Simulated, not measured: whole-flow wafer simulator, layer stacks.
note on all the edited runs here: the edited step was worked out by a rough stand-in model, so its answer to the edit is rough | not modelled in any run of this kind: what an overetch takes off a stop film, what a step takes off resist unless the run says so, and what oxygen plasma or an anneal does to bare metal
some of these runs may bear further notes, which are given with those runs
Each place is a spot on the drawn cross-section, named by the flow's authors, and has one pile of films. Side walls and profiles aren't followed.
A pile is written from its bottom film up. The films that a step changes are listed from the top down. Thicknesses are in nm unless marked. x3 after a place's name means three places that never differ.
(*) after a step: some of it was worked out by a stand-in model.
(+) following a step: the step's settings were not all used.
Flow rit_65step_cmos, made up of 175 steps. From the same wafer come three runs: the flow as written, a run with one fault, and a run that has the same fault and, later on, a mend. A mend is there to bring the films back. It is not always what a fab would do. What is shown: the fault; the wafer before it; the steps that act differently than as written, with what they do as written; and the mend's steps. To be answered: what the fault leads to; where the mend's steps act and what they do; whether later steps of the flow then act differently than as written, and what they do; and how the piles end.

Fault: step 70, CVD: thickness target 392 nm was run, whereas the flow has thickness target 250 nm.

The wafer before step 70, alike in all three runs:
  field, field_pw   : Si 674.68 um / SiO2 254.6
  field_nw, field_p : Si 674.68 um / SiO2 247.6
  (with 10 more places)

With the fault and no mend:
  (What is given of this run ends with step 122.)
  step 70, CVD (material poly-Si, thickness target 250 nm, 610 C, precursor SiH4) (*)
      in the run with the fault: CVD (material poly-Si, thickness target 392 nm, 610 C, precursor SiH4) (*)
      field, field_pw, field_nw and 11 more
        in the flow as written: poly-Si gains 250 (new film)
        in the run with the fault: poly-Si gains 392 (new film)
  Later steps of the flow acting differently than as written (3 more steps, not shown, differ only slightly: by at most 2% or 0.5 nm, whichever is larger):
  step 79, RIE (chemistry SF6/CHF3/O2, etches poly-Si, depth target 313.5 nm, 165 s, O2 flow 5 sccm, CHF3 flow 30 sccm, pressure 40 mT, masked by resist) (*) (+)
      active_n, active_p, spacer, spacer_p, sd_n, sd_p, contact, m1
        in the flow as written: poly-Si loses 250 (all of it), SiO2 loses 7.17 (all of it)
        in the run with the fault: poly-Si loses 313.5
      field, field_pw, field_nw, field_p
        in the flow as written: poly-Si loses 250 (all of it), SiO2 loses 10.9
        in the run with the fault: poly-Si loses 313.5
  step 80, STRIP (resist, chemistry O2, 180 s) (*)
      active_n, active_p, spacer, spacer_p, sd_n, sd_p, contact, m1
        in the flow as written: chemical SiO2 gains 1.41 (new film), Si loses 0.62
        in the run with the fault: chemical SiO2 gains 1.41 (new film), poly-Si loses 0.62
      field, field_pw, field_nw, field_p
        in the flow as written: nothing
        in the run with the fault: chemical SiO2 gains 1.41 (new film), poly-Si loses 0.62
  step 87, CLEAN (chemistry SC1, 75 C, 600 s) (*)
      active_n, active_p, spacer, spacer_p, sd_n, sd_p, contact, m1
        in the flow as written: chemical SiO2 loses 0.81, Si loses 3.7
        in the run with the fault: chemical SiO2 loses 0.81, poly-Si loses 3.7
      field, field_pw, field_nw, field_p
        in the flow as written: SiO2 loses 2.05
        in the run with the fault: chemical SiO2 loses 0.81, poly-Si loses 3.7
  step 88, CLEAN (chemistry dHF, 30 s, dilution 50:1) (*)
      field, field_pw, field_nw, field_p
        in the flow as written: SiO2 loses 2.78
        in the run with the fault: chemical SiO2 loses 0.6 (all of it)
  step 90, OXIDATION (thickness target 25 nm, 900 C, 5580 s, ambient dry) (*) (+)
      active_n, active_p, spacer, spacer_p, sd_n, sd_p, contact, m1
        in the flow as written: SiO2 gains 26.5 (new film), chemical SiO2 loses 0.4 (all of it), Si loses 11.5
        in the run with the fault: SiO2 gains 28.9 (new film), chemical SiO2 loses 0.4 (all of it), poly-Si loses 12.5
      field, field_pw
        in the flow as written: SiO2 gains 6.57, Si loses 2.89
        in the run with the fault: SiO2 gains 28.9 (new film), chemical SiO2 loses 0.4 (all of it), poly-Si loses 12.5
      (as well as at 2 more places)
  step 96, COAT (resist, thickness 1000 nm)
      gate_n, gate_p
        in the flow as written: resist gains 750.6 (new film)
        in the run with the fault: resist gains 700.9 (new film)
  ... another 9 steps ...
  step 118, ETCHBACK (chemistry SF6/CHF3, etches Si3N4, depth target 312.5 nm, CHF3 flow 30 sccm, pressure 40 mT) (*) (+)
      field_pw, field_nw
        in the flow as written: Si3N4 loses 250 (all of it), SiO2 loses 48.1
        in the run with the fault: Si3N4 loses 250 (all of it), SiO2 loses 24.1 (all of it), poly-Si loses 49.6
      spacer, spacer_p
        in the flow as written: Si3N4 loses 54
        in the run with the fault: Si3N4 gains 0.96
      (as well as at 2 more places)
  After step 122, at field, field_pw, field_nw, field_p, gate_n, gate_p, spacer, spacer_p, the piles differ from the flow's by more than 2% or 0.5 nm, whichever is larger.
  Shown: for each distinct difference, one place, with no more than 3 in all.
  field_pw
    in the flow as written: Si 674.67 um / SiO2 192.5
    in the run with the fault: Si 674.68 um / SiO2 254.6 / poly-Si 11.9
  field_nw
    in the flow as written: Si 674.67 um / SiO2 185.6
    in the run with the fault: Si 674.68 um / SiO2 247.6 / poly-Si 11.9
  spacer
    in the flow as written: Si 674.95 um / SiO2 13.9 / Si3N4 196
    in the run with the fault: Si 674.97 um / SiO2 7.17 / poly-Si 61.5 / SiO2 16.3 / Si3N4 251

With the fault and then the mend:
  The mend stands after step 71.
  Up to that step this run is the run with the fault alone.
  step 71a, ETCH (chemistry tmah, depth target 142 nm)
      field, field_pw, field_nw and 11 more
        poly-Si loses 142
  Later steps of the flow that are run all act as written at every place that is followed.
  The piles end the same as the flow's at every place that both follow.
